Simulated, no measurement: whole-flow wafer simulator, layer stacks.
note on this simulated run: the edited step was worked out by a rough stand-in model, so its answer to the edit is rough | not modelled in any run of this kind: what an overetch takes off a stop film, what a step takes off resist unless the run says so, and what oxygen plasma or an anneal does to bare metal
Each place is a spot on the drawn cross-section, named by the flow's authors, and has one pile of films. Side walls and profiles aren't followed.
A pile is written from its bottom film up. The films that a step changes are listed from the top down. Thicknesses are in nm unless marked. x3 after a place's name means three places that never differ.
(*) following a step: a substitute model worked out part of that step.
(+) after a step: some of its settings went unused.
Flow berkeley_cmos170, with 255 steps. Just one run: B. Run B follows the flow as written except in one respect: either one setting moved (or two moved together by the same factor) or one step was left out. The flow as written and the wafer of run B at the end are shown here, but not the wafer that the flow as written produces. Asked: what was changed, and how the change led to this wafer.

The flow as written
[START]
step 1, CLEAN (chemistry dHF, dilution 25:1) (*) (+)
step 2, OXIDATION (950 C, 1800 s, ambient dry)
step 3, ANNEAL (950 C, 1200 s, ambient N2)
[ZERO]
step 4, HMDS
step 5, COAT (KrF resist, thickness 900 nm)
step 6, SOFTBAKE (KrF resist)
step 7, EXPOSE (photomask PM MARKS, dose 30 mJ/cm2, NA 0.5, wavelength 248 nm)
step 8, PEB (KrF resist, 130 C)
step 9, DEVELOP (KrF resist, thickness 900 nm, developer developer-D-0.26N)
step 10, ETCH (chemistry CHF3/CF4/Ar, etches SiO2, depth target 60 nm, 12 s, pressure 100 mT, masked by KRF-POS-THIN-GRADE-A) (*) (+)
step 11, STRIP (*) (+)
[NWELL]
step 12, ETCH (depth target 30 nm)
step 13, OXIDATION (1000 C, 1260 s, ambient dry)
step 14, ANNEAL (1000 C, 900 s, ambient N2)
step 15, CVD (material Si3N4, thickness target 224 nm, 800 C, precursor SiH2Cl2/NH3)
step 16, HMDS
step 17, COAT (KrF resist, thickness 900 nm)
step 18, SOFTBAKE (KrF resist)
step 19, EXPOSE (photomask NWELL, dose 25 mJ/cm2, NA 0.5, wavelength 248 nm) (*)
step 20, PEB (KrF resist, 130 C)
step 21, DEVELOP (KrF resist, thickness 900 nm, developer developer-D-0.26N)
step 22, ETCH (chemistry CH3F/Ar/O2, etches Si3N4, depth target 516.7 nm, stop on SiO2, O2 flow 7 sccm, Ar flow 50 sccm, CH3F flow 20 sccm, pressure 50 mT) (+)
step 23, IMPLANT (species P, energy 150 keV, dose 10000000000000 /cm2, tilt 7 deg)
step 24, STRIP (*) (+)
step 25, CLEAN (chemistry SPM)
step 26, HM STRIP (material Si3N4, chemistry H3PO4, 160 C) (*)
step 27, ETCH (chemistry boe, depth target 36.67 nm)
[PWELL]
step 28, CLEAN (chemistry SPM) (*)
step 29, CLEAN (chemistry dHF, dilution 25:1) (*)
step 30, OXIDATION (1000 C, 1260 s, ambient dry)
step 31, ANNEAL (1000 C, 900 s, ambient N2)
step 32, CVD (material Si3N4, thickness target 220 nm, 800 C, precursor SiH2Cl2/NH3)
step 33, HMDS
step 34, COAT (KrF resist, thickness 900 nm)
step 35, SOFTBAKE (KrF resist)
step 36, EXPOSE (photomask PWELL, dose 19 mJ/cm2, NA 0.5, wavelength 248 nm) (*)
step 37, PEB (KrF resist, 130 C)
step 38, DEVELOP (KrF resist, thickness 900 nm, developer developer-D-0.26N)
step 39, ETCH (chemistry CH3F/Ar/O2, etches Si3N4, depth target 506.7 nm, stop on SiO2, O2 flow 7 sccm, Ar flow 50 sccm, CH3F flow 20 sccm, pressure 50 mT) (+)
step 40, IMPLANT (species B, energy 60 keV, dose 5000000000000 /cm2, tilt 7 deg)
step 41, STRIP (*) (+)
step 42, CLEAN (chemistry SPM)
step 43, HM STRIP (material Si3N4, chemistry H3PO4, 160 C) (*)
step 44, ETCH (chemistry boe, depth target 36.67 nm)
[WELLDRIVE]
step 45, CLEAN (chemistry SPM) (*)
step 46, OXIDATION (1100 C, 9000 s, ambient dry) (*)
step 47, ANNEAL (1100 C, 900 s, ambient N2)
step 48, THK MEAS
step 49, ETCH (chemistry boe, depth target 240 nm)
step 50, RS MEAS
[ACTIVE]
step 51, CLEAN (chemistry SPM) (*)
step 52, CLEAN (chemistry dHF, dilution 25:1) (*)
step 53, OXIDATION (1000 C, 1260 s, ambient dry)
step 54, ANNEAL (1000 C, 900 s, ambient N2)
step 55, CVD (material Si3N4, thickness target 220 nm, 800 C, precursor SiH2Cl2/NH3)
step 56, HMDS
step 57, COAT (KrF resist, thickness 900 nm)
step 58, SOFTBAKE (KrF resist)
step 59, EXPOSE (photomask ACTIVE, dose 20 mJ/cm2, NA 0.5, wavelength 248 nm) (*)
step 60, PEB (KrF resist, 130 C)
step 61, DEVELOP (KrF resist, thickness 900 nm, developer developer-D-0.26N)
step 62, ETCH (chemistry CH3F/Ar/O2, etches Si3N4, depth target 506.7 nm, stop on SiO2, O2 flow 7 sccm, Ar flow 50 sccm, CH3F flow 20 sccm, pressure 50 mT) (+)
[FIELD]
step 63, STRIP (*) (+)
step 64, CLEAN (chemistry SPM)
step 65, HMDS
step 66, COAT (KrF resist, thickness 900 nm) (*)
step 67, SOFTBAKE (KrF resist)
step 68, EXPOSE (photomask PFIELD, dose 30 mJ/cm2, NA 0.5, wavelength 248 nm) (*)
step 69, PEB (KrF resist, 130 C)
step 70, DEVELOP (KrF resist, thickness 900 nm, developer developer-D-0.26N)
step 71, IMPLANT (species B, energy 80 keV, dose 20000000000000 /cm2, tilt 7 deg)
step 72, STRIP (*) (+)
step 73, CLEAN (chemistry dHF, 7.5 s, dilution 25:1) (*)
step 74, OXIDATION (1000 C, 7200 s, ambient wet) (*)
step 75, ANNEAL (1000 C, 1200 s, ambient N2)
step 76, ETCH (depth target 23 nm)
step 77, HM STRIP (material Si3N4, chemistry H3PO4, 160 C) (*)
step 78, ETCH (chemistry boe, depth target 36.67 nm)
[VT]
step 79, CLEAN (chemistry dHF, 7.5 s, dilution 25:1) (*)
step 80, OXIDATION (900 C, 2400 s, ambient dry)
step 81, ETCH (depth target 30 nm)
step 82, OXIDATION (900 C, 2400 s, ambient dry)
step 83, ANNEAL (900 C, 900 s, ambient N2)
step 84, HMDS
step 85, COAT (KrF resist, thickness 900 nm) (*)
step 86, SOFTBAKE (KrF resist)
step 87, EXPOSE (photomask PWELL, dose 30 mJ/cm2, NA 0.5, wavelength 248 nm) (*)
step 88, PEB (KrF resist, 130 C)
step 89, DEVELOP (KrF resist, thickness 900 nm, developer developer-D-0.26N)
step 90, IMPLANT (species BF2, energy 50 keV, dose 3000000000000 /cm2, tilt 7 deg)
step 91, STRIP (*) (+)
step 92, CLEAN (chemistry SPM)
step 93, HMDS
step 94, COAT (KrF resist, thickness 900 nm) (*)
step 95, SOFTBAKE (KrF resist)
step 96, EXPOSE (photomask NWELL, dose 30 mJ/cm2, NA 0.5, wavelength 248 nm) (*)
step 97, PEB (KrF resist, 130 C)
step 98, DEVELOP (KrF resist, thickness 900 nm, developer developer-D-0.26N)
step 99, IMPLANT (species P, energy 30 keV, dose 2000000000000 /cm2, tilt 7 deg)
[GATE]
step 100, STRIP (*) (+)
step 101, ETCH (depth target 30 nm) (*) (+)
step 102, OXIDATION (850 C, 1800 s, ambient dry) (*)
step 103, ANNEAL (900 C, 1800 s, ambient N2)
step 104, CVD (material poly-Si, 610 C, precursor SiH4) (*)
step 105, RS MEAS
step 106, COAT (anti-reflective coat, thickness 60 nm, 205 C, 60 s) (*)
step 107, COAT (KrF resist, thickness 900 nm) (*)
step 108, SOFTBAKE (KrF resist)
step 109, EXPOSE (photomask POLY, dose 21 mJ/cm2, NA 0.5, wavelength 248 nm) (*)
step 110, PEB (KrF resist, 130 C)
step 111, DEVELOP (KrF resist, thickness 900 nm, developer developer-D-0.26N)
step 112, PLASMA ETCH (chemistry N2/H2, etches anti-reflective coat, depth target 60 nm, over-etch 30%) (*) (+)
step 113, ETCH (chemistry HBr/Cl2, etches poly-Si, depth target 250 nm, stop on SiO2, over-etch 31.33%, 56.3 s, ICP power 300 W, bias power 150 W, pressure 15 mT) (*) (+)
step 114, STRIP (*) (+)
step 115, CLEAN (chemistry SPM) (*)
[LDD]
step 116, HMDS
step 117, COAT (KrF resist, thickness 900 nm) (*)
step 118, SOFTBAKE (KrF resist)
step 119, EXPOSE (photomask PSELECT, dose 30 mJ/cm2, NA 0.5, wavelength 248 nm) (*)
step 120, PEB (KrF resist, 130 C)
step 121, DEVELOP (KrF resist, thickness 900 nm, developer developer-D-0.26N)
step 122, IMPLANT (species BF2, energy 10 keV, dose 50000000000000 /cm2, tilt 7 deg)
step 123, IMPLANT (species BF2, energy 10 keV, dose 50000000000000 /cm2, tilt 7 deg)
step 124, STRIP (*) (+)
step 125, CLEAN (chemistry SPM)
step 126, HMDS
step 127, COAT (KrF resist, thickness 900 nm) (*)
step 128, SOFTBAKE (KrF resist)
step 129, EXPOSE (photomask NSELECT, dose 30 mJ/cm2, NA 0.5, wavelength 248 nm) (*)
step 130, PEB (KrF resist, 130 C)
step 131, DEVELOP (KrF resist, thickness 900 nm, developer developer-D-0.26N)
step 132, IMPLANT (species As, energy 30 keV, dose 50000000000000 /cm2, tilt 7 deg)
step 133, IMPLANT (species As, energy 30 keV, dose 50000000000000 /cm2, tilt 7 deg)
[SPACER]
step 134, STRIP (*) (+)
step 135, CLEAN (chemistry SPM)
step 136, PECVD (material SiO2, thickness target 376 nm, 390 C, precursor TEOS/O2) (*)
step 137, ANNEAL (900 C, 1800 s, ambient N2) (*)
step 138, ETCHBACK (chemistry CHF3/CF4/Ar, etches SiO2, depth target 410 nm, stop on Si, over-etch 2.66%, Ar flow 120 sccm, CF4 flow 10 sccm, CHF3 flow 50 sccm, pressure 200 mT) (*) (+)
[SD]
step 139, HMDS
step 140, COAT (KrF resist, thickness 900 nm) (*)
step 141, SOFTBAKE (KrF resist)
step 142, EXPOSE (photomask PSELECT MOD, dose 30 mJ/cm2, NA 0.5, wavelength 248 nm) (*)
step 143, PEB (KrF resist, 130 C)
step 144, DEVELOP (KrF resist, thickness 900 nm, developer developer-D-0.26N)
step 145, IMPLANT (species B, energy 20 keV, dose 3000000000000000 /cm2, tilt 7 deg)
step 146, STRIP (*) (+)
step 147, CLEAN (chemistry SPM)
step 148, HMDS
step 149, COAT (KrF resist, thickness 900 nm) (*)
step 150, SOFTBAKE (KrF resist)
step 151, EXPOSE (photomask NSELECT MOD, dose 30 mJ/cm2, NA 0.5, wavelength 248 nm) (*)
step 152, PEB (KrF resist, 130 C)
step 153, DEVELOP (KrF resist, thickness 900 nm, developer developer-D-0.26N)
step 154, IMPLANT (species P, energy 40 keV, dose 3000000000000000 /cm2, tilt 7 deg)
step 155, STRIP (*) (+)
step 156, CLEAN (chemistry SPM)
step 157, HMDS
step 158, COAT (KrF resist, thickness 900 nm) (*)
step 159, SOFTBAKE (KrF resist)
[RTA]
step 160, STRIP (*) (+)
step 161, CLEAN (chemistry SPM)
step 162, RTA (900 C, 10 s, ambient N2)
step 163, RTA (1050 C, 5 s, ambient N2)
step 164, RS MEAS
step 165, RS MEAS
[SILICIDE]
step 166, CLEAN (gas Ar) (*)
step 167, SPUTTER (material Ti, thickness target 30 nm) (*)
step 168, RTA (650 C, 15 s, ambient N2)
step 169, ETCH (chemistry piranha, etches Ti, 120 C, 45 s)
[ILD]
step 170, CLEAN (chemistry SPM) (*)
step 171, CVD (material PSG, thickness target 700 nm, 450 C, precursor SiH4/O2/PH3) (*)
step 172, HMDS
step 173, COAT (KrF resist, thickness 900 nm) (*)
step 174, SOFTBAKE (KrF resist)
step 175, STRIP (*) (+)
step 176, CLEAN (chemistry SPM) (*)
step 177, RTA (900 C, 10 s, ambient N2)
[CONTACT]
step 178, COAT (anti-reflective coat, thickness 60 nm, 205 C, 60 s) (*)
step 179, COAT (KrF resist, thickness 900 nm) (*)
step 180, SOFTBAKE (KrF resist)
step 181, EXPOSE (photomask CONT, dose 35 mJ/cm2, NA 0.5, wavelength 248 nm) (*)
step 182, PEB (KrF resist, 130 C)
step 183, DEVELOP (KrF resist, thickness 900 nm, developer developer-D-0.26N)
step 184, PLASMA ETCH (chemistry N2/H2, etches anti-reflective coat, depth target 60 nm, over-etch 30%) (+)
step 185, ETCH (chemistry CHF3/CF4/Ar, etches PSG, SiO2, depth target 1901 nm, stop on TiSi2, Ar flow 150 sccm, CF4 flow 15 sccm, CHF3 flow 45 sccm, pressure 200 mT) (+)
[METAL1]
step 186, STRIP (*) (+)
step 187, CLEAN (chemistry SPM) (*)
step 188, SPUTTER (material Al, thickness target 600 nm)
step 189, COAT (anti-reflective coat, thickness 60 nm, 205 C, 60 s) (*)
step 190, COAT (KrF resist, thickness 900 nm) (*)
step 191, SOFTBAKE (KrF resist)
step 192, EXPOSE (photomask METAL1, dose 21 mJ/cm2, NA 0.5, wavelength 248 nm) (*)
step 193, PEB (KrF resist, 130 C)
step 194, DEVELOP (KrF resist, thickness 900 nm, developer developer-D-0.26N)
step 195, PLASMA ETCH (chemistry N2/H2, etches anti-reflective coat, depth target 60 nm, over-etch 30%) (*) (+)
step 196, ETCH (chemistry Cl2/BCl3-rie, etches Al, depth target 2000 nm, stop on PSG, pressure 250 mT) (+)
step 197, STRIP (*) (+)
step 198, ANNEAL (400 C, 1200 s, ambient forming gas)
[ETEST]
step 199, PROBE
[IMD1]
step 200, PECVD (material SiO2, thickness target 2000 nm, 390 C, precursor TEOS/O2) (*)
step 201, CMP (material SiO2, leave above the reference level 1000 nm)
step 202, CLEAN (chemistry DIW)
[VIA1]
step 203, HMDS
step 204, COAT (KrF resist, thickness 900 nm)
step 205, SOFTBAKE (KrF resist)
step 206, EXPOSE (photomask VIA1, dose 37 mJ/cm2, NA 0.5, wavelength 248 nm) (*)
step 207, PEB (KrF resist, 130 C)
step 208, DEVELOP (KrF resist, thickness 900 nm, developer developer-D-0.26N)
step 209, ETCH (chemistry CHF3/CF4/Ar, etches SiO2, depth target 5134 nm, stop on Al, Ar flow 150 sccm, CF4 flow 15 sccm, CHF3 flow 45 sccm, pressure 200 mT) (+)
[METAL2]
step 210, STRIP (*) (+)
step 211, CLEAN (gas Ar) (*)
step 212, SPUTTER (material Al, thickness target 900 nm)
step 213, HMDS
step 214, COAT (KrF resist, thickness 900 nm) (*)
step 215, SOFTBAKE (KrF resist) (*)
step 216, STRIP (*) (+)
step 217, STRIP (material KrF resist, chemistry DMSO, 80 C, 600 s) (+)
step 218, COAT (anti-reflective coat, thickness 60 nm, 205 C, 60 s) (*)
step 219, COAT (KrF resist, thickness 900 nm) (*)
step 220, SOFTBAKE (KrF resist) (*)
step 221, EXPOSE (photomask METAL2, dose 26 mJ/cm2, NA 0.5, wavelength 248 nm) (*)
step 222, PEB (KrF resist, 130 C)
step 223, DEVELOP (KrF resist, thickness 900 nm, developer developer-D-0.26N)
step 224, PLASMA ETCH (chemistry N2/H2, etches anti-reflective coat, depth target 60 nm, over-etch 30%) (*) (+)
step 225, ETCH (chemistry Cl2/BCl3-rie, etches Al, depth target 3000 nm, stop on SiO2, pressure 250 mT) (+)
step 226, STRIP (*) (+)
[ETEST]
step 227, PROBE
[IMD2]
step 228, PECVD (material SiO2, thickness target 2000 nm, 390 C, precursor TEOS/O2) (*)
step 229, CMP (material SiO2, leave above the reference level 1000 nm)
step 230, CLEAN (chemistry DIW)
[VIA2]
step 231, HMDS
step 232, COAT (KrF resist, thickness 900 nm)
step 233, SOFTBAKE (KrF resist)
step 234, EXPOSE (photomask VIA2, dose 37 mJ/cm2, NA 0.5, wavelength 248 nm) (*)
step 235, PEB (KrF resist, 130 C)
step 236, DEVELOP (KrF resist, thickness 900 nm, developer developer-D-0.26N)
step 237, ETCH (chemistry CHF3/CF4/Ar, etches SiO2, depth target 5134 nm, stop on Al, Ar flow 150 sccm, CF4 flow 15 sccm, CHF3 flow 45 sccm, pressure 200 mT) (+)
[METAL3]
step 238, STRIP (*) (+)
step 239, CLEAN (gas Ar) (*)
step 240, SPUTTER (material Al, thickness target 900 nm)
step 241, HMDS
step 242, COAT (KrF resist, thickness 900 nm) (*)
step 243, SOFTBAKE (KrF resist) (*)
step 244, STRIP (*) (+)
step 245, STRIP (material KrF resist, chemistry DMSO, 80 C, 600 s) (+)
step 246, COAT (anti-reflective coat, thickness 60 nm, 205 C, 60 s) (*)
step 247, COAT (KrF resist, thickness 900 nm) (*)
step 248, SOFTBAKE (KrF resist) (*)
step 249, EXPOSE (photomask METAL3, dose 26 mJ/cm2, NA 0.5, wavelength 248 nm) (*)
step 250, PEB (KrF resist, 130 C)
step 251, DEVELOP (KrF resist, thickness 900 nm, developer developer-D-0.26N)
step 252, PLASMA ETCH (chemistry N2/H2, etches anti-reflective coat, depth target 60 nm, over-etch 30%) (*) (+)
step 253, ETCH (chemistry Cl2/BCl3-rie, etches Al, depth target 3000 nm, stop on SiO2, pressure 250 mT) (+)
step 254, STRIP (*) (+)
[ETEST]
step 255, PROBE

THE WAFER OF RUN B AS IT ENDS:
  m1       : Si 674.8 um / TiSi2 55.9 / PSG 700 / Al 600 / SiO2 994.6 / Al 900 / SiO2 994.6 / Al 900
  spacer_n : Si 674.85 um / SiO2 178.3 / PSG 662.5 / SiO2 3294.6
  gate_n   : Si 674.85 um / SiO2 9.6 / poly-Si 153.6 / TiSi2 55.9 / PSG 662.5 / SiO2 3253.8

The reason: step 102, OXIDATION: 2700 s was run, though the flow has 1800 s.

How this came from the change, step by step:
  step 102, OXIDATION (850 C, 1800 s, ambient dry) (*)
      sd_n, spacer_n, gate_n and 8 more: +9.6 SiO2 (new film), -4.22 Si (in the flow as written it would be: +7.48 SiO2 (new film), -3.29 Si)
